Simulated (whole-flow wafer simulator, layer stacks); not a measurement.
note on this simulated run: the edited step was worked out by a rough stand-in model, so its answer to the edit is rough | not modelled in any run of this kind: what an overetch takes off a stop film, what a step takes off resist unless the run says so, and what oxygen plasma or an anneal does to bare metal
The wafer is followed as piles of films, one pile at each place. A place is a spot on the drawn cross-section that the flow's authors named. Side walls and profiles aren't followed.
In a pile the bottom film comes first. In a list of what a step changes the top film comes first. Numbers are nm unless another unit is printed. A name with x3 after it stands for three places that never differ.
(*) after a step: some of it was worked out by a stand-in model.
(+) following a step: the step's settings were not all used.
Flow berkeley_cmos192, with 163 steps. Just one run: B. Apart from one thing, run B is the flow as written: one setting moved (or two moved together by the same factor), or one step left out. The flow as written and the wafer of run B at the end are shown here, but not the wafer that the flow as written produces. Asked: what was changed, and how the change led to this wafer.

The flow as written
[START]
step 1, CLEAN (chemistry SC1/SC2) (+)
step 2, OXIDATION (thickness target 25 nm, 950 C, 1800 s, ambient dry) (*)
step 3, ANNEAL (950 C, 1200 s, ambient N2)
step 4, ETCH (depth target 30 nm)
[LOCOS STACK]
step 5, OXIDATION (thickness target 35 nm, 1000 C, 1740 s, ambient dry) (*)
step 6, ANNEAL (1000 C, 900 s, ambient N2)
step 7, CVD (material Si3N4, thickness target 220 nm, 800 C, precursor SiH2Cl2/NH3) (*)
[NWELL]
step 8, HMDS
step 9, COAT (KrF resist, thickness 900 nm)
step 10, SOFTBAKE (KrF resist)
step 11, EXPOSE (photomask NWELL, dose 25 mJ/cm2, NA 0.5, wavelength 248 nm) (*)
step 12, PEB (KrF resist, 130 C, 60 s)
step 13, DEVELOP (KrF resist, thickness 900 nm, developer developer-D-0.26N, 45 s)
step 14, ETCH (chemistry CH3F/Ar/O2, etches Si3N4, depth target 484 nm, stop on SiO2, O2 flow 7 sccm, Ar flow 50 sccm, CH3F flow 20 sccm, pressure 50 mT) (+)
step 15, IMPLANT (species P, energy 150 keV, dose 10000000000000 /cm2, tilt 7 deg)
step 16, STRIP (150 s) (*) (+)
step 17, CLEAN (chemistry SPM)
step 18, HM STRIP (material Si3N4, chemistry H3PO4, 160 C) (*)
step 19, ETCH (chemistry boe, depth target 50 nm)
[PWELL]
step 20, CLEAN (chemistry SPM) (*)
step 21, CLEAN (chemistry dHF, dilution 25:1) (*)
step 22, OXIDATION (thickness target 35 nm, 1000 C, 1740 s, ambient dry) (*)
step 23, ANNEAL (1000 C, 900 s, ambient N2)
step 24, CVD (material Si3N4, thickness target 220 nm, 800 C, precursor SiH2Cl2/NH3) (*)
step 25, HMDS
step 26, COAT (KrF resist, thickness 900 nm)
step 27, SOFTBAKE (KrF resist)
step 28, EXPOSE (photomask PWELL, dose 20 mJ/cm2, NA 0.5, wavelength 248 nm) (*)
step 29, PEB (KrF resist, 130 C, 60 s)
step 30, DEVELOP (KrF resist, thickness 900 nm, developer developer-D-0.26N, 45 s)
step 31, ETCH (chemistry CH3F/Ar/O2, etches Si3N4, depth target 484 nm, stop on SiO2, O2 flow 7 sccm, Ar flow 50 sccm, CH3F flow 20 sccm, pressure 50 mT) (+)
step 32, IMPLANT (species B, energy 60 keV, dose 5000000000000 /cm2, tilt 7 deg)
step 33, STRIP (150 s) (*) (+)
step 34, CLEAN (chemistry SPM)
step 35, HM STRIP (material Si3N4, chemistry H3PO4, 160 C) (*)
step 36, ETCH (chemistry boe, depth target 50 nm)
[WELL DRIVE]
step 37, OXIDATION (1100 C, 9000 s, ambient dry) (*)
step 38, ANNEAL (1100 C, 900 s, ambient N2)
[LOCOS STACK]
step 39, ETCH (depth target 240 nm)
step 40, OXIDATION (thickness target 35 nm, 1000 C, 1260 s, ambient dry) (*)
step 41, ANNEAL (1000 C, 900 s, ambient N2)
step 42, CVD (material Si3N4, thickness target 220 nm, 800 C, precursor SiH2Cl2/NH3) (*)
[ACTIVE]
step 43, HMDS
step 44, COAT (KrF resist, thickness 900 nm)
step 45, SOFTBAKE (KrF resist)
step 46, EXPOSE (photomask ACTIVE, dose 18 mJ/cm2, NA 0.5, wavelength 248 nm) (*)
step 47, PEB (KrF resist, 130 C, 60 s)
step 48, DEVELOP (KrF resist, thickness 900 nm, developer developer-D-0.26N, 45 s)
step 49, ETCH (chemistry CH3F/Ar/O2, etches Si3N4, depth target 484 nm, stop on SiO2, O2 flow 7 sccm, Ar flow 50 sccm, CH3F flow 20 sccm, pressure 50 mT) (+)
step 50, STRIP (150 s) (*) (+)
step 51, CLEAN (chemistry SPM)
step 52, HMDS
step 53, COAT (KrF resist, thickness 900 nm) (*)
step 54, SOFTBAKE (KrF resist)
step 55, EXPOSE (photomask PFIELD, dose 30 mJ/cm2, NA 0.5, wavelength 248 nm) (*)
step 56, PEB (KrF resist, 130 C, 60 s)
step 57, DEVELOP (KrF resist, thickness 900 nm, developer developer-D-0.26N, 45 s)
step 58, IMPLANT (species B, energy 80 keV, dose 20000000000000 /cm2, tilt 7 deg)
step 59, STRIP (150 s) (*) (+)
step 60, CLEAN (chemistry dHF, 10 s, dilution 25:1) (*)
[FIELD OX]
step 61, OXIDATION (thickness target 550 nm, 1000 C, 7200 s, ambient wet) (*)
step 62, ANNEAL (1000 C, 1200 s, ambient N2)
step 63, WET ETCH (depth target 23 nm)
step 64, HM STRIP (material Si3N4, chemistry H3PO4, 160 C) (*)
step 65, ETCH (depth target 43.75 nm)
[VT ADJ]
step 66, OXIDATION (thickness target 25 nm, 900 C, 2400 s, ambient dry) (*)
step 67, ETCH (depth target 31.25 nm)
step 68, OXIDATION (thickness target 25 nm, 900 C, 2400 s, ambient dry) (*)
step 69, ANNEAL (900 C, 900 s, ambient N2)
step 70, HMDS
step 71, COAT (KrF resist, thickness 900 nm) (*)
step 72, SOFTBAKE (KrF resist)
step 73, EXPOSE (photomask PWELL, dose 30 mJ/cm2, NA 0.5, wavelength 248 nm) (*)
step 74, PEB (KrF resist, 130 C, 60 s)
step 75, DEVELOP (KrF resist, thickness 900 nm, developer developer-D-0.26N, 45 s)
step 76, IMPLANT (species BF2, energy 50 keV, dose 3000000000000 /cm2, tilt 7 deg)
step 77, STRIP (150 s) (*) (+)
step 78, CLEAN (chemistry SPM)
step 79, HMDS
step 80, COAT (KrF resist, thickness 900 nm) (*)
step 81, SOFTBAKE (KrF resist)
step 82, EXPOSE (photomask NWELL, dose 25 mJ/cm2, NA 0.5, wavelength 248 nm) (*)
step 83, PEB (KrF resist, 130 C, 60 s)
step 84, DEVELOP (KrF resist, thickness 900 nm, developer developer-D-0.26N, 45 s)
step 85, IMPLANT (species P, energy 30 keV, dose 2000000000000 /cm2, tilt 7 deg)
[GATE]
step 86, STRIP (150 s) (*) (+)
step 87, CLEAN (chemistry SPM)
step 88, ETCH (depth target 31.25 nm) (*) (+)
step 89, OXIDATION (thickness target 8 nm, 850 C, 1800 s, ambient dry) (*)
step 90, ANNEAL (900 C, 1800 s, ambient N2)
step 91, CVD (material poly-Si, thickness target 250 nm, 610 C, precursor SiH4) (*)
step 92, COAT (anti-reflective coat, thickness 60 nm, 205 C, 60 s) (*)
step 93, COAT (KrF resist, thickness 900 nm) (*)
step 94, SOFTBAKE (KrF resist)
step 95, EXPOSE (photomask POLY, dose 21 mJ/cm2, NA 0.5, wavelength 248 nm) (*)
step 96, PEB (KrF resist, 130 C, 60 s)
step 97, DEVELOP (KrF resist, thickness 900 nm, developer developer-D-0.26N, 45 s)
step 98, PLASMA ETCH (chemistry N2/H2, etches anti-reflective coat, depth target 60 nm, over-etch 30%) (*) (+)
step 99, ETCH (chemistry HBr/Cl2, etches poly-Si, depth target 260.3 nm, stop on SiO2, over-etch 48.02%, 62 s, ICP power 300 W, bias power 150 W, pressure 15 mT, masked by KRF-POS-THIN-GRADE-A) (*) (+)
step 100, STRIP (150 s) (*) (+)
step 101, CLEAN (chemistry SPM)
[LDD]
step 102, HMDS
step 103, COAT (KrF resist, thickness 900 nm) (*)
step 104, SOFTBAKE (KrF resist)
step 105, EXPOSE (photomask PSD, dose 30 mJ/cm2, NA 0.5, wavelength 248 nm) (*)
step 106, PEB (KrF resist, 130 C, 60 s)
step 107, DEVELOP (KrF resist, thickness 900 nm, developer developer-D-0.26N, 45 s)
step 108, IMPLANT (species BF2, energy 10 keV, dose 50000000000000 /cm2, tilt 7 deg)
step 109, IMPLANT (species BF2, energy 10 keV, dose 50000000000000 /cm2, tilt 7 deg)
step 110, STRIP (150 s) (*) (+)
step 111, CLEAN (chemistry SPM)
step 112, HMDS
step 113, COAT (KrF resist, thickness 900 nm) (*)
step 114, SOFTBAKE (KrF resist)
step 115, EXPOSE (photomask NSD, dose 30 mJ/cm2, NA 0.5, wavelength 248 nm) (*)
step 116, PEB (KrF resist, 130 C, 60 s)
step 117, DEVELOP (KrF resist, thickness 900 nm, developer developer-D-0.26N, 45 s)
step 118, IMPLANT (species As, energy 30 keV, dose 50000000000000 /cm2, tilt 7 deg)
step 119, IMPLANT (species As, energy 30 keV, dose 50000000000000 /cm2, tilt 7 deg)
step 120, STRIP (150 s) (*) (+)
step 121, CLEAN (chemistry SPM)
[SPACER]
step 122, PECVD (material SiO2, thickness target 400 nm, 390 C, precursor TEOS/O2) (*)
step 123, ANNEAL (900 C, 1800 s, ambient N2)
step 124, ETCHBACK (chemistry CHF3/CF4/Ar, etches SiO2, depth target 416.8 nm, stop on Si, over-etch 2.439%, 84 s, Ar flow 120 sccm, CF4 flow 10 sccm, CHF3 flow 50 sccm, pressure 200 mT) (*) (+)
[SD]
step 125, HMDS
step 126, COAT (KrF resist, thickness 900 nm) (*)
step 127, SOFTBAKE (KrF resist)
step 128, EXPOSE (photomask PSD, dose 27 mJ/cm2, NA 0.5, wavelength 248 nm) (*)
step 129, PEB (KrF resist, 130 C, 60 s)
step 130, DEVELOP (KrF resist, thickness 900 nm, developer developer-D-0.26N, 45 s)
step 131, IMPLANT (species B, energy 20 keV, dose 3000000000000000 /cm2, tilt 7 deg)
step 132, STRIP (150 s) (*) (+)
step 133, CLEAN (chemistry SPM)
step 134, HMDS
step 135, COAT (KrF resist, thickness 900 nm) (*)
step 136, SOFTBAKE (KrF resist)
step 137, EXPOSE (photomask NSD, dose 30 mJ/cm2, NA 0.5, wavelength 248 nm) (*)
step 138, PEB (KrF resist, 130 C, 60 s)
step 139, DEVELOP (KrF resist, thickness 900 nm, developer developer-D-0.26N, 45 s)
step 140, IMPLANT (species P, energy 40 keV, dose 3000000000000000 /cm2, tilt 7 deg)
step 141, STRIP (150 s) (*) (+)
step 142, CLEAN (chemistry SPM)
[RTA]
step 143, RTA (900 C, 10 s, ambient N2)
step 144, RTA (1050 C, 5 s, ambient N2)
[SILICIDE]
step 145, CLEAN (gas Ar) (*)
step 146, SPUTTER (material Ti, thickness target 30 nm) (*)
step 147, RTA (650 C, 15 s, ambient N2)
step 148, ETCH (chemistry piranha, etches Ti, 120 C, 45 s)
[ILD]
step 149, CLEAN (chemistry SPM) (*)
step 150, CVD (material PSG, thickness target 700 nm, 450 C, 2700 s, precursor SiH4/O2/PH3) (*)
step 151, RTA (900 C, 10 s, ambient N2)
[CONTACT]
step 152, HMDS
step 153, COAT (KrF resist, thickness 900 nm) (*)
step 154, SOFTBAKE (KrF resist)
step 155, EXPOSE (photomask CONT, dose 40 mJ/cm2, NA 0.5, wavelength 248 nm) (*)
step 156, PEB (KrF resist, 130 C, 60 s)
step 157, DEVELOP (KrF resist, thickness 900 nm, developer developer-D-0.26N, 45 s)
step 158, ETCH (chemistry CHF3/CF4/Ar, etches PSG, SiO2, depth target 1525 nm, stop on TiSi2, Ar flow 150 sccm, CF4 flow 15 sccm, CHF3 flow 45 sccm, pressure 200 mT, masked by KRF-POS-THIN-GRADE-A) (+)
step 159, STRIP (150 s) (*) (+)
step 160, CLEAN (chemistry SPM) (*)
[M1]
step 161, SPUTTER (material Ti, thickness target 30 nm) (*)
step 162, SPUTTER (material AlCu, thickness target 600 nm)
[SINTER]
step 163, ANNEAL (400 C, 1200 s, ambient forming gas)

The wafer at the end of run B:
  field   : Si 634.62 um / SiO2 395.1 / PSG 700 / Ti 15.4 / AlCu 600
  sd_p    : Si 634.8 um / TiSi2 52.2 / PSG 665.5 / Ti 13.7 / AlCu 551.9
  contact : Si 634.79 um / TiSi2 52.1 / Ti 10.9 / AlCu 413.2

What caused this: step 161, SPUTTER: thickness target 15.45 nm was run, whereas the flow has thickness target 30 nm.
One can read it off the wafer: field has Ti 15.4, and step 161 as written asks for 30 nm.

How this came from the change, step by step:
  step 161, SPUTTER (material Ti, thickness target 30 nm) (*)
      field, sd_n, spacer_n, gate, spacer_p, gate_p, m1: Ti gains 15.4 (new film) (in the flow as written it would be: Ti gains 30 (new film))
      sd_p: Ti gains 13.7 (new film) (in the flow as written it would be: Ti gains 26.6 (new film))
      (as well as at 1 more place)
